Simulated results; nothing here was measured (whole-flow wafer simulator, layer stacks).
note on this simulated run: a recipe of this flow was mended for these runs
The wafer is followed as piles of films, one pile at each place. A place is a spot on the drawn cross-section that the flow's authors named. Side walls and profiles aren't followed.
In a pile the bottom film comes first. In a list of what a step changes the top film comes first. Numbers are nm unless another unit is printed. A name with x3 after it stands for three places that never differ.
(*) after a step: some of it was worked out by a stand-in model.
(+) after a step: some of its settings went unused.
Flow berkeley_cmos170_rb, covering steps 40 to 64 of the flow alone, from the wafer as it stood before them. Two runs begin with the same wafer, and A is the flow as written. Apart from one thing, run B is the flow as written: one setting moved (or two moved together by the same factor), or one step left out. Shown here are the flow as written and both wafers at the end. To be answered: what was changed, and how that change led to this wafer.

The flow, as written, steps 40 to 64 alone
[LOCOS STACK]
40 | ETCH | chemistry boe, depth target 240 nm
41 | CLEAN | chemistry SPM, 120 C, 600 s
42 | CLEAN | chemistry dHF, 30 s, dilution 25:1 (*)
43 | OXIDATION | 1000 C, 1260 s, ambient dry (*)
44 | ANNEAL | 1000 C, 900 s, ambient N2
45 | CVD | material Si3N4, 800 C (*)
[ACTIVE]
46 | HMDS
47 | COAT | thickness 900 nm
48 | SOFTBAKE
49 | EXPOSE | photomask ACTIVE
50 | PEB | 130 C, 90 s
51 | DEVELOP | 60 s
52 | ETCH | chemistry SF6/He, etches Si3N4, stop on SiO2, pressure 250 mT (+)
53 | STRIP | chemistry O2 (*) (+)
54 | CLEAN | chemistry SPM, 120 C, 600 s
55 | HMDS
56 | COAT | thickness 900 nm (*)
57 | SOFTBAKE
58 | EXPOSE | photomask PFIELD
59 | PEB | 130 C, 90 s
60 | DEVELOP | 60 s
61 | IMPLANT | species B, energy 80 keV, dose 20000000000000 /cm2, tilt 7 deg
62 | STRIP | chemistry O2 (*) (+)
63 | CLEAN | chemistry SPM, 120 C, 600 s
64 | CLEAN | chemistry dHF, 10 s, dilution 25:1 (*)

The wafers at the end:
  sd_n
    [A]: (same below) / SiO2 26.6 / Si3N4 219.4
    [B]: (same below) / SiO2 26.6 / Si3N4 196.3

What caused this: step 45, CVD: 792 C was run, though the flow has 800 C.

Step by step, how the change led to this:
  45 | CVD | material Si3N4, 800 C (*)
      field, sd_n, spacer_n and 6 more: A +220 Si3N4 (new film) | B +196.9 Si3N4 (new film)
  52 | ETCH | chemistry SF6/He, etches Si3N4, stop on SiO2, pressure 250 mT (+)
      sd_n, spacer_n, gate, sd_p, spacer_p, gate_p, contact, m1: A -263 KrF-resist | B -237.9 KrF-resist
      field: A -220 Si3N4 (all of it), -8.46 SiO2 | B -196.9 Si3N4 (all of it), -8.46 SiO2
  53 | STRIP | chemistry O2 (*) (+)
      sd_n, spacer_n, gate, sd_p, spacer_p, gate_p, contact, m1: A -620 KrF-resist (all of it) | B -645.1 KrF-resist (all of it)
